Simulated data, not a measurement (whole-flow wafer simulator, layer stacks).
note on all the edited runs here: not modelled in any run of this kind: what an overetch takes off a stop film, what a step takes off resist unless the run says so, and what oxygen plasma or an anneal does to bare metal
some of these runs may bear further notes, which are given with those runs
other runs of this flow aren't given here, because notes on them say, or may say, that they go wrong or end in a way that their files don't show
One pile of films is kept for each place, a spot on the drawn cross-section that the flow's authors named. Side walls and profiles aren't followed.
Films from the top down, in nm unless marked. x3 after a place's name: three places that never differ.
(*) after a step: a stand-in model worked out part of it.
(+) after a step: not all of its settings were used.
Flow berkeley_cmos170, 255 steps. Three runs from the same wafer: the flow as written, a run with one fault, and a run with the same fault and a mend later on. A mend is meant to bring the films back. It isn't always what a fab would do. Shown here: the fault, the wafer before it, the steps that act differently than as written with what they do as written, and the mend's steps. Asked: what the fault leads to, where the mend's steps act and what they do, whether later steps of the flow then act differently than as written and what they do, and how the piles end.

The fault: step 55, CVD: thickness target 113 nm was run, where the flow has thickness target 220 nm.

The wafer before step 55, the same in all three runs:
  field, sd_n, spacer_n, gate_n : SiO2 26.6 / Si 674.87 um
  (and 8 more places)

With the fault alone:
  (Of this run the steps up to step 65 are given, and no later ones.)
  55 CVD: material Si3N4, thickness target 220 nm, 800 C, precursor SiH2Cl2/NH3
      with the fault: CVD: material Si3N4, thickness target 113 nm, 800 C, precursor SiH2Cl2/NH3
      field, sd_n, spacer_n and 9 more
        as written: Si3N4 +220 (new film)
        with the fault: Si3N4 +113 (new film)
  Later steps of the flow that act differently than as written:
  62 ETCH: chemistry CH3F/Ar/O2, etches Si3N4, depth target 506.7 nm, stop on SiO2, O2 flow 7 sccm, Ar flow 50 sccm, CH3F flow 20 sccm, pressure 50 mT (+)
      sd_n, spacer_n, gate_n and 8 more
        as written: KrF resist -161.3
        with the fault: KrF resist -90
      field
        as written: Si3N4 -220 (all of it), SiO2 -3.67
        with the fault: Si3N4 -113 (all of it), SiO2 -3.67
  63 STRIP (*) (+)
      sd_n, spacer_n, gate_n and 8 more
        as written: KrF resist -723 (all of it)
        with the fault: KrF resist -794.4 (all of it)
  After step 65 the piles differ from the flow's by more than 2% or 0.5 nm, whichever is larger, at sd_n, spacer_n, gate_n and 8 more.
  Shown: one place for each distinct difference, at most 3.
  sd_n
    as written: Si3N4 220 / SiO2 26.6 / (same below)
    with the fault: Si3N4 113 / SiO2 26.6 / (same below)

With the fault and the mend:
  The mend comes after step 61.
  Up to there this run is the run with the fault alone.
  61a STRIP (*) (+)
      sd_n, spacer_n, gate_n and 8 more
        KrF resist -884.4 (all of it)
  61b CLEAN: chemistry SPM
      changes no film at any place that is followed
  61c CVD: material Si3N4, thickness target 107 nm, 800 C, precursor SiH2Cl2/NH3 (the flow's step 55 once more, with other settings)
      field, sd_n, spacer_n and 9 more
        Si3N4 +107
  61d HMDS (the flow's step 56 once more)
      changes no film at any place that is followed
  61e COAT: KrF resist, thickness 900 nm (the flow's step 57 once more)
      field, sd_n, spacer_n and 9 more
        KrF resist +900 (new film)
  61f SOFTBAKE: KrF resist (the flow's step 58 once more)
      changes no film at any place that is followed
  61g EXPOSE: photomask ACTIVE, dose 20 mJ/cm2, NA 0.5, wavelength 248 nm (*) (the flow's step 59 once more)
      changes no film at any place that is followed
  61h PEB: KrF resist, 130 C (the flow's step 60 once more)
      field, sd_n, spacer_n and 9 more
        KrF resist -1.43
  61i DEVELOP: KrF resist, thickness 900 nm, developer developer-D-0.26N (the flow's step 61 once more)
      sd_n, spacer_n, gate_n and 8 more
        KrF resist -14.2
      field
        KrF resist -898.6 (all of it)
  No later step of the flow acts differently than as written at any place that is followed.
  At the end the piles are the same as the flow's at every place that both follow.
